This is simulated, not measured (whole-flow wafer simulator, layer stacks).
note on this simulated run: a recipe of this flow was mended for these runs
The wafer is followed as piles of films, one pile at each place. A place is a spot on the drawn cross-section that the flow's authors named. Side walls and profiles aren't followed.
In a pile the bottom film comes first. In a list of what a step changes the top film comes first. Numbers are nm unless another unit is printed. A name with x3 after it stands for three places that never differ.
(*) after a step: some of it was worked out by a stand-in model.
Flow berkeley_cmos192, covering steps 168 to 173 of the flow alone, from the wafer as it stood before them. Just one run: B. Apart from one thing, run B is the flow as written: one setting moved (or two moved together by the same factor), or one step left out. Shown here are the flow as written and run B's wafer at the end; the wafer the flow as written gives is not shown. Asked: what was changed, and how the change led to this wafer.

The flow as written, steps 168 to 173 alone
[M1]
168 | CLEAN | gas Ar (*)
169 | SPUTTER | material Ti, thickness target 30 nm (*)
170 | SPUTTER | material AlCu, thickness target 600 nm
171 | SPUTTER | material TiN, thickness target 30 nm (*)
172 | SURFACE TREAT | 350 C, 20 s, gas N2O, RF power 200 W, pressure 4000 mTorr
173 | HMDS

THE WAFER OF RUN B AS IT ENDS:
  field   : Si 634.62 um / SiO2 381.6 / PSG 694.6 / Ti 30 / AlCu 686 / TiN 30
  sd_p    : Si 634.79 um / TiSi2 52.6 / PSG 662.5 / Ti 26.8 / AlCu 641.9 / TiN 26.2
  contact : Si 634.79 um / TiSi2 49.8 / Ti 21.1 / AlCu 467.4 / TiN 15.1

What caused this: step 170, SPUTTER: thickness target 686 nm was run, while the flow as written has thickness target 600 nm.
The wafer itself shows it: field has AlCu 686, and step 170 as written asks for 600 nm.

The path from the change to this, step by step:
  170 | SPUTTER | material AlCu, thickness target 600 nm
      field, sd_n, spacer_n, gate, spacer_p, gate_p, m1: AlCu gains 686 (new film) (it would be, as written: AlCu gains 600 (new film))
      sd_p: AlCu gains 641.9 (new film) (it would be, as written: AlCu gains 557.4 (new film))
      (as well as at 1 more place)
  171 | SPUTTER | material TiN, thickness target 30 nm (*)
      contact: TiN gains 15.1 (new film) (it would be, as written: TiN gains 16 (new film))
